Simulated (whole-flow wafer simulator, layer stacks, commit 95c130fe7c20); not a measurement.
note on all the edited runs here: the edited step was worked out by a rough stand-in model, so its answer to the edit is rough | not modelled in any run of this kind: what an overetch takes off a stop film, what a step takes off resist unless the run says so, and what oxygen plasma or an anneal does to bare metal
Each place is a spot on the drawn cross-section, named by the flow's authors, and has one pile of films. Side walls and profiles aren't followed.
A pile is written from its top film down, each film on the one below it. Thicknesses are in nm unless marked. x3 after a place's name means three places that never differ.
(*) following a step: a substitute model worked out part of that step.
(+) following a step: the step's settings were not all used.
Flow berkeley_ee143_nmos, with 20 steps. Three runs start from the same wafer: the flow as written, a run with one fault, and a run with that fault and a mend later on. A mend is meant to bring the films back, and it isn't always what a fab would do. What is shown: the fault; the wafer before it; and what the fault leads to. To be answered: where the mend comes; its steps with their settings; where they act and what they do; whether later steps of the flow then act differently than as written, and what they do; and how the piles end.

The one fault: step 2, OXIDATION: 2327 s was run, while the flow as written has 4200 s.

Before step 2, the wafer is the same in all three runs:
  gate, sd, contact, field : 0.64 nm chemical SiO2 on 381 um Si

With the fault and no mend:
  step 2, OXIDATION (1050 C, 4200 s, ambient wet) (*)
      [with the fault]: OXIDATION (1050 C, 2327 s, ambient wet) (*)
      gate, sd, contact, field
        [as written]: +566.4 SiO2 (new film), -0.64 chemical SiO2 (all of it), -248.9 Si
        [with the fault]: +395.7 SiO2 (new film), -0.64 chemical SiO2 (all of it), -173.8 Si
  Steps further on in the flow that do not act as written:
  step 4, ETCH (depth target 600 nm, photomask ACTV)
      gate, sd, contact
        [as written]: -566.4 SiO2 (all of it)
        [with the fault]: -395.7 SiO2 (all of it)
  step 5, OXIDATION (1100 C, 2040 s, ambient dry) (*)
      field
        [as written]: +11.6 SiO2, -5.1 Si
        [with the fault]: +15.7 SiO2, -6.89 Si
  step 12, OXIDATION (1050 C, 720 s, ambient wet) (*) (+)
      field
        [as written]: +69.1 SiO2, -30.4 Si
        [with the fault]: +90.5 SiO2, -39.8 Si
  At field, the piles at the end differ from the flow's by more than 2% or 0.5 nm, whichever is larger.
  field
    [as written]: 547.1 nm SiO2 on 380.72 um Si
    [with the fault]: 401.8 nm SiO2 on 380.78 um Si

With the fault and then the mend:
  The mend follows step 2.
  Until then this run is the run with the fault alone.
  step 2a, OXIDATION (1050 C, 1873 s, ambient wet) (*) (the flow's step 2 again, with other settings)
      gate, sd, contact, field
        +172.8 SiO2, -76 Si
  None of the later steps of the flow differs from how it acts as written, at any place that is followed, by more than 2% or 0.5 nm, whichever is larger.
  When the end is reached, the piles differ only a little from the flow's at the places that both follow, at most by 2% or 0.5 nm, whichever is larger.
